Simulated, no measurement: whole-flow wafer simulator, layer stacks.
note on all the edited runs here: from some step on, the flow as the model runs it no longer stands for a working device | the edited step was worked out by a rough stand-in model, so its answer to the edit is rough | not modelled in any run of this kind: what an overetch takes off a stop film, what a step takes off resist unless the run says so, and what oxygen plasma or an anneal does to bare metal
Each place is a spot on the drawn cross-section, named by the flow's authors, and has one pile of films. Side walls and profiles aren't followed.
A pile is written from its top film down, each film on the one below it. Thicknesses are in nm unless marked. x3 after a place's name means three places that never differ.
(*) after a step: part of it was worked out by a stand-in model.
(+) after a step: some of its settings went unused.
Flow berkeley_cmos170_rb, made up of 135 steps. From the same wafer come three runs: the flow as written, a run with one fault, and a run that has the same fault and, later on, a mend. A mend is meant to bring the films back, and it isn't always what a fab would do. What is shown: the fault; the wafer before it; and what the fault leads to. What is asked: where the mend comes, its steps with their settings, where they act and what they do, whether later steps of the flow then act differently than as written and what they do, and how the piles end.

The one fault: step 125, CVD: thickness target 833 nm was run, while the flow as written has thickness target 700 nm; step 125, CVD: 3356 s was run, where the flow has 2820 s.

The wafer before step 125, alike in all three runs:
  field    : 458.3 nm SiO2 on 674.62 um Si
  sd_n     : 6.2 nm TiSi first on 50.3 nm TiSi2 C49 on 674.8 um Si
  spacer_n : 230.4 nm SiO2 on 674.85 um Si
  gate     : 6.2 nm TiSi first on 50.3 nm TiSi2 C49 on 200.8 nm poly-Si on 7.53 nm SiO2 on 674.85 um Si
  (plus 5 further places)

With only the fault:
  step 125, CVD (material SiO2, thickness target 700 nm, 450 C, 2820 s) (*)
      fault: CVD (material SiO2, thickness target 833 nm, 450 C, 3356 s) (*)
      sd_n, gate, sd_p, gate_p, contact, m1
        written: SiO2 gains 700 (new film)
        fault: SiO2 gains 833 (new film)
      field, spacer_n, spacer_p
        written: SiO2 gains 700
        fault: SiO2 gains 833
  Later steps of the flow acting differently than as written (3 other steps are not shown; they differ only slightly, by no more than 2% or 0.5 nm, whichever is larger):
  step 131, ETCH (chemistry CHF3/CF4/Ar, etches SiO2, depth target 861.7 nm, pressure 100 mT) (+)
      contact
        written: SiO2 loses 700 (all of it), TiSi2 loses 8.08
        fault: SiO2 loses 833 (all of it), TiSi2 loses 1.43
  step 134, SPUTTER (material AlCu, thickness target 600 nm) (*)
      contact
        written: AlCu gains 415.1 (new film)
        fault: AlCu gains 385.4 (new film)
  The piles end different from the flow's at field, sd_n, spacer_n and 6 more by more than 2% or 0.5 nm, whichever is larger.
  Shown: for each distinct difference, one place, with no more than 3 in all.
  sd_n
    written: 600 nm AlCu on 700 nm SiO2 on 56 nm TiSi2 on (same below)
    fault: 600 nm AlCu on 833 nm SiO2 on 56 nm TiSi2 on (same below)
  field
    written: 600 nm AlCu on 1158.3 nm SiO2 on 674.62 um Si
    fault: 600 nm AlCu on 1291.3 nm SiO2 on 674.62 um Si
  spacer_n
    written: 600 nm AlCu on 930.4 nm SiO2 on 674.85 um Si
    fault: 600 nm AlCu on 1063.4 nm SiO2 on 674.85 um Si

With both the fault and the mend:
  The mend stands after step 125.
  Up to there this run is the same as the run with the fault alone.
  step 125a, ETCH (chemistry boe, depth target 132.1 nm)
      field, sd_n, spacer_n and 6 more
        SiO2 loses 132.1
  None of the later steps of the flow differs from how it acts as written, at any place that is followed, by more than 2% or 0.5 nm, whichever is larger.
  When the end is reached, the piles differ only a little from the flow's at the places that both follow, at most by 2% or 0.5 nm, whichever is larger.
